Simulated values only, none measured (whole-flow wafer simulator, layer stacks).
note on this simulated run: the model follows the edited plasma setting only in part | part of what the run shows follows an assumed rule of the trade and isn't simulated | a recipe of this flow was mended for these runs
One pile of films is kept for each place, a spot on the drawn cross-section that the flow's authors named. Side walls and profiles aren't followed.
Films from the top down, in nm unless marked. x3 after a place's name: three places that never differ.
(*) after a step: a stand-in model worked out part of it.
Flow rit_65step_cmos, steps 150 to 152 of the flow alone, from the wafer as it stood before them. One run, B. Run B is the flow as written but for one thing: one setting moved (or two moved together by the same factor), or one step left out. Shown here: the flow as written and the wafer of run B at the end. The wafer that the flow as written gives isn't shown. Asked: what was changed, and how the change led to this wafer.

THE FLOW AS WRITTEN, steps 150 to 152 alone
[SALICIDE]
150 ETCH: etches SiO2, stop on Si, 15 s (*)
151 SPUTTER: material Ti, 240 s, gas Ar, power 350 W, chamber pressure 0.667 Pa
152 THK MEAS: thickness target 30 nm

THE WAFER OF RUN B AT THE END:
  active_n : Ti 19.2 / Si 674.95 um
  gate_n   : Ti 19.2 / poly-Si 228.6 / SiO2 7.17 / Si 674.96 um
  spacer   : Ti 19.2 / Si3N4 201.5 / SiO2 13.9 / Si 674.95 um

The cause: step 151, SPUTTER: power 224 W was run, where the flow has power 350 W.

How the change led to this, step by step:
  151 SPUTTER: material Ti, 240 s, gas Ar, power 350 W, chamber pressure 0.667 Pa
      field, field_pw, field_nw and 11 more: Ti +19.2 (new film) (as written it would be: Ti +30 (new film))
